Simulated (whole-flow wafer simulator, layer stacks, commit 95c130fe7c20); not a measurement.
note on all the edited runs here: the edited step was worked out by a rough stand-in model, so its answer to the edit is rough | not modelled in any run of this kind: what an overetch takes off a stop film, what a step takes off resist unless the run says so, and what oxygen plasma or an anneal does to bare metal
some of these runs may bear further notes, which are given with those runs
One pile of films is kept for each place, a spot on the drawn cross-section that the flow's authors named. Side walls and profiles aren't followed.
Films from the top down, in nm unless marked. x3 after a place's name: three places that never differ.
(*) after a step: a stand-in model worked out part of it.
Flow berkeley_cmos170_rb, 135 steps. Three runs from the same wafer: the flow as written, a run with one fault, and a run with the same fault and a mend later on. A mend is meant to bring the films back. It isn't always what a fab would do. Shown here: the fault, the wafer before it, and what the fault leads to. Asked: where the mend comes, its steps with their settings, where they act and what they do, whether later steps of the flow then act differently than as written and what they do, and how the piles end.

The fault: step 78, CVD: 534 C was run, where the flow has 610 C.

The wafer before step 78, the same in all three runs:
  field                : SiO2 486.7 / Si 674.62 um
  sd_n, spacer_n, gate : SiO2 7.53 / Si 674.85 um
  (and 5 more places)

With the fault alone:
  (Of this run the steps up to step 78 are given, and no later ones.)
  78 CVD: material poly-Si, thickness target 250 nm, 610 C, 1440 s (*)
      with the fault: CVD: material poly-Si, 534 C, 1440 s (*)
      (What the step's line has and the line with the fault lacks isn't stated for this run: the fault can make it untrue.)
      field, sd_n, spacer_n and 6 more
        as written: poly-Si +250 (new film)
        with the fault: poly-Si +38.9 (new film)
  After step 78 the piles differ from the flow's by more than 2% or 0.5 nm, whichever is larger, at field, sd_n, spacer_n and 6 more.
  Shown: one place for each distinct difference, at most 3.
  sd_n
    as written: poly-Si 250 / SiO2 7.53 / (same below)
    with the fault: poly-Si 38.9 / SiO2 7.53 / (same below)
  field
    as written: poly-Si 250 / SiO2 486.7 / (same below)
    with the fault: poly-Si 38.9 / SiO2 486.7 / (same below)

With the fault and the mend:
  The mend comes after step 78.
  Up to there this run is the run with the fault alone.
  78a ETCH: chemistry tmah, depth target 44.69 nm
      field, sd_n, spacer_n and 6 more
        poly-Si -38.9 (all of it)
  78b CLEAN (*) (the flow's step 74 once more)
      changes no film at any place that is followed
  78c CVD: material poly-Si, thickness target 250 nm, 610 C, 1440 s (*) (the flow's step 78 once more)
      field, sd_n, spacer_n and 6 more
        poly-Si +250 (new film)
  No later step of the flow acts differently than as written, at any place that is followed, by more than 2% or 0.5 nm, whichever is larger.
  At the end the piles are the same as the flow's at every place that both follow.
